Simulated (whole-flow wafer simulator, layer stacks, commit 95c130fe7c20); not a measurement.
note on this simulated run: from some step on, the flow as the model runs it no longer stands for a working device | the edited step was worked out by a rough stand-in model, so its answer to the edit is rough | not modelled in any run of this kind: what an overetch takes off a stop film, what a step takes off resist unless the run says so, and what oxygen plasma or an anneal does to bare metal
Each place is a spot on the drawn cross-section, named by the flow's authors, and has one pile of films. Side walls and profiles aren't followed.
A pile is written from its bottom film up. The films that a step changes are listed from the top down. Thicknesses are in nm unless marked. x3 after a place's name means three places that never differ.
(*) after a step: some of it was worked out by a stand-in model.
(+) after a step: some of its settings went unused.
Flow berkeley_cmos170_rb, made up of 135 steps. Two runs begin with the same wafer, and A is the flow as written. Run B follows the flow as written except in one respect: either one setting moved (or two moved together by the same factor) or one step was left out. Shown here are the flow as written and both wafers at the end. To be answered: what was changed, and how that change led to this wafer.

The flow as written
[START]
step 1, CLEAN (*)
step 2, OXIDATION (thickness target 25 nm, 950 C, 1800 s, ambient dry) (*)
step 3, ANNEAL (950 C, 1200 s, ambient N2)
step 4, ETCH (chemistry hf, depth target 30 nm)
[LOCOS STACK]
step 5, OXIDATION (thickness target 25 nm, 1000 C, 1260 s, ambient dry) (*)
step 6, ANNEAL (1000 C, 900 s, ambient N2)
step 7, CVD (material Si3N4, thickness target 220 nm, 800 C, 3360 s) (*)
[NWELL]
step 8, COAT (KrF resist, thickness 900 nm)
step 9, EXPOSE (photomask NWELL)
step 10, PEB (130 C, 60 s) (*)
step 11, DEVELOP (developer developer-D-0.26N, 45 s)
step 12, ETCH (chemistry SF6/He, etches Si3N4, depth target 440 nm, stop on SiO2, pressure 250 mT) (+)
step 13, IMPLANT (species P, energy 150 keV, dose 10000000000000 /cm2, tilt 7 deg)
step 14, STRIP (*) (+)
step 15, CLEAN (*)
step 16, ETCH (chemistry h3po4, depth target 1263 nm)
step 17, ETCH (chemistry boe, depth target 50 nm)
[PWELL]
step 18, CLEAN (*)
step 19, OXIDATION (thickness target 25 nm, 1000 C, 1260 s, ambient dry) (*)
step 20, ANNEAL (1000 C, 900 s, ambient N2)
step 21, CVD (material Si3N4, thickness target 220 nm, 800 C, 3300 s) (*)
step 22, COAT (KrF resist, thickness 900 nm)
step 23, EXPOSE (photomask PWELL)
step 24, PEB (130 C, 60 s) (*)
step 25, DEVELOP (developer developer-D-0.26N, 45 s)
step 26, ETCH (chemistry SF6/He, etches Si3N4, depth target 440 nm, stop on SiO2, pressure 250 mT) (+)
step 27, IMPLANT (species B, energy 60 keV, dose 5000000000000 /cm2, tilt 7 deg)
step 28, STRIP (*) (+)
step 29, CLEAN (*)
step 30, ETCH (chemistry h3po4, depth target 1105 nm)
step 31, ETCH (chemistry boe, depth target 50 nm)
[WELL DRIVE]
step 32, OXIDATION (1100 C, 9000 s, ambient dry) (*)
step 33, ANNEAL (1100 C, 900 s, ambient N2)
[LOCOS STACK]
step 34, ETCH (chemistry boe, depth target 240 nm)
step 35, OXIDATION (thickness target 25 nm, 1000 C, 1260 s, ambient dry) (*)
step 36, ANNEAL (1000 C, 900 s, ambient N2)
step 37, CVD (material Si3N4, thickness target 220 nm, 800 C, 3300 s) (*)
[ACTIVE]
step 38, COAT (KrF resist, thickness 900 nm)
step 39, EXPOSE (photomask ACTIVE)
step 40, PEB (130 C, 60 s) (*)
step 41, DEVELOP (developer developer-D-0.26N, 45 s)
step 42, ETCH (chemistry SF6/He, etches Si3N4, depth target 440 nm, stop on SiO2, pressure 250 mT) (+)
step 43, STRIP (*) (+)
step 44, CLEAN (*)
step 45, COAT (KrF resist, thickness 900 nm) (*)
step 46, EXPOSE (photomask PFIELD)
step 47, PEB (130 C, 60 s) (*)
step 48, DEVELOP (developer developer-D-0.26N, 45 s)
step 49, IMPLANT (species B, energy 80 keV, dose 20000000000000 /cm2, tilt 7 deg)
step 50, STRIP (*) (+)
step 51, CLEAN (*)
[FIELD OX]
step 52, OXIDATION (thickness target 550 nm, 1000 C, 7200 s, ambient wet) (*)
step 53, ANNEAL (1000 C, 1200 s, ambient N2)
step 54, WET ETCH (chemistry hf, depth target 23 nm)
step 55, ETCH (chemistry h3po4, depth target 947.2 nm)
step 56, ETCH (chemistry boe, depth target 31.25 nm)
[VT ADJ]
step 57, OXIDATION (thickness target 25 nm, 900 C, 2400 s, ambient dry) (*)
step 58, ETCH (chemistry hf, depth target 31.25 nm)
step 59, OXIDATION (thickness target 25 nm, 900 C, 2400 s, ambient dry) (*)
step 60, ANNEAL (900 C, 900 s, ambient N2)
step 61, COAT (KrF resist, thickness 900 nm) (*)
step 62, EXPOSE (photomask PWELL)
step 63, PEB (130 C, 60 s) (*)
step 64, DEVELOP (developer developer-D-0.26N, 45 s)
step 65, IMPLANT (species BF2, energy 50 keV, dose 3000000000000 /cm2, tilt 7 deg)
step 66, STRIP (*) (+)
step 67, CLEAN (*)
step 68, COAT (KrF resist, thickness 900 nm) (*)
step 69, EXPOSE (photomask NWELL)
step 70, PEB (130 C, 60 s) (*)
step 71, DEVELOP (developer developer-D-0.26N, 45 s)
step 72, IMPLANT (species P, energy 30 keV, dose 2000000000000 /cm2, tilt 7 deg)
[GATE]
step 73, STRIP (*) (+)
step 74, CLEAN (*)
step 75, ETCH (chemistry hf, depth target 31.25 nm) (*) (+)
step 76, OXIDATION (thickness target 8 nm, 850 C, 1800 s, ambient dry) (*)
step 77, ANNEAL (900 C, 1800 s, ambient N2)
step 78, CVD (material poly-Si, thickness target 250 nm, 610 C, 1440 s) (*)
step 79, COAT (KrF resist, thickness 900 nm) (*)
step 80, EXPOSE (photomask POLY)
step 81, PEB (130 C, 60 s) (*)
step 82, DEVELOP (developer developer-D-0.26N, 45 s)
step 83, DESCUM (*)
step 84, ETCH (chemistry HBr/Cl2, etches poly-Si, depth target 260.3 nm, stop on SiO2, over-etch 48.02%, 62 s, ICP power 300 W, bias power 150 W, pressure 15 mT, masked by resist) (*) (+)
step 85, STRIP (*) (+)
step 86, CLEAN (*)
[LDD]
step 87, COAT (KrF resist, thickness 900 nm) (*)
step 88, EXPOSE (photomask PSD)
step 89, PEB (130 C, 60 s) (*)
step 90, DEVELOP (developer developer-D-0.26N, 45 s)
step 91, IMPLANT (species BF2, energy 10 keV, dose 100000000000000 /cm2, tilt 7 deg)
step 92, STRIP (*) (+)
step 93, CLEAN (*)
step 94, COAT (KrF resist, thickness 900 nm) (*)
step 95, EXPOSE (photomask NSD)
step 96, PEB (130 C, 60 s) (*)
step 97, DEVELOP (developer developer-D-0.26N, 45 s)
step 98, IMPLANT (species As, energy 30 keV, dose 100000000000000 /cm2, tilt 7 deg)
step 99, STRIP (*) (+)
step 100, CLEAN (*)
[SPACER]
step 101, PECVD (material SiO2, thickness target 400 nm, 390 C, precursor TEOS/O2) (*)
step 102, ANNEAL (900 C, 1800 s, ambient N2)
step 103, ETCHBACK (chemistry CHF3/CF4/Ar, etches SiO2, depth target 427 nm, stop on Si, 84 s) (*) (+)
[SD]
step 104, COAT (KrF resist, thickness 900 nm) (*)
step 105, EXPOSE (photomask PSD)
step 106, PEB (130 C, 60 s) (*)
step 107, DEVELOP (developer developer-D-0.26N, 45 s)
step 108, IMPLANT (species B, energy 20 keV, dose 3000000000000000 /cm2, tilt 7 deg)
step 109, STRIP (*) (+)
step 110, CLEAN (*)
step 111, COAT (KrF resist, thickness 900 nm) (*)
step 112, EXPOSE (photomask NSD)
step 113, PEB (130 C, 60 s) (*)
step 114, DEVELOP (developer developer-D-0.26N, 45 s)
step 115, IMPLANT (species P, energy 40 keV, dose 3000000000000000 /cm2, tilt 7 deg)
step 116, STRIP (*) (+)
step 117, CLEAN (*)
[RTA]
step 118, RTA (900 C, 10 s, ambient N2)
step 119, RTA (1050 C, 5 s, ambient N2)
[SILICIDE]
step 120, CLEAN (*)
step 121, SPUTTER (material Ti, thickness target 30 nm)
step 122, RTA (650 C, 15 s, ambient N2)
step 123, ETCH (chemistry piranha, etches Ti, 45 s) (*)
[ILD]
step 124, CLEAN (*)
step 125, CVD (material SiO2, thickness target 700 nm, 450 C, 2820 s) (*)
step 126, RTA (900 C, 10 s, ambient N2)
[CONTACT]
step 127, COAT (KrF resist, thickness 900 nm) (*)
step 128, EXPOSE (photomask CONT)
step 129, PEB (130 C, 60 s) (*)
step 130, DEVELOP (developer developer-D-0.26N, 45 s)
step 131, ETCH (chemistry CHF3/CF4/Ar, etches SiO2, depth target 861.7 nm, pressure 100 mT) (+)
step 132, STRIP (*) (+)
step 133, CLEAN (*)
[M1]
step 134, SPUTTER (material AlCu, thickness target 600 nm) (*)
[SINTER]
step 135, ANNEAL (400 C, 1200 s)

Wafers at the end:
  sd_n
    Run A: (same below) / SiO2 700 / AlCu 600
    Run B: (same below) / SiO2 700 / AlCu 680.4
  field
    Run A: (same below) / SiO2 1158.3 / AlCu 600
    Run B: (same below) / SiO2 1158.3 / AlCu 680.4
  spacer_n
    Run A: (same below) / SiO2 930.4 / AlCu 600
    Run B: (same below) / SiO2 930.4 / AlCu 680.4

What caused this: step 134, SPUTTER: thickness target 680.4 nm was run, whereas the flow has thickness target 600 nm.
The wafer itself shows it: sd_n has AlCu 680.4, and step 134 as written asks for 600 nm.

The path from the change to this, step by step:
  step 134, SPUTTER (material AlCu, thickness target 600 nm) (*)
      field, sd_n, spacer_n, gate, spacer_p, gate_p, m1: A AlCu gains 600 (new film) | B AlCu gains 680.4 (new film)
      sd_p: A AlCu gains 545.9 (new film) | B AlCu gains 623 (new film)
      (and at 1 other place as well)
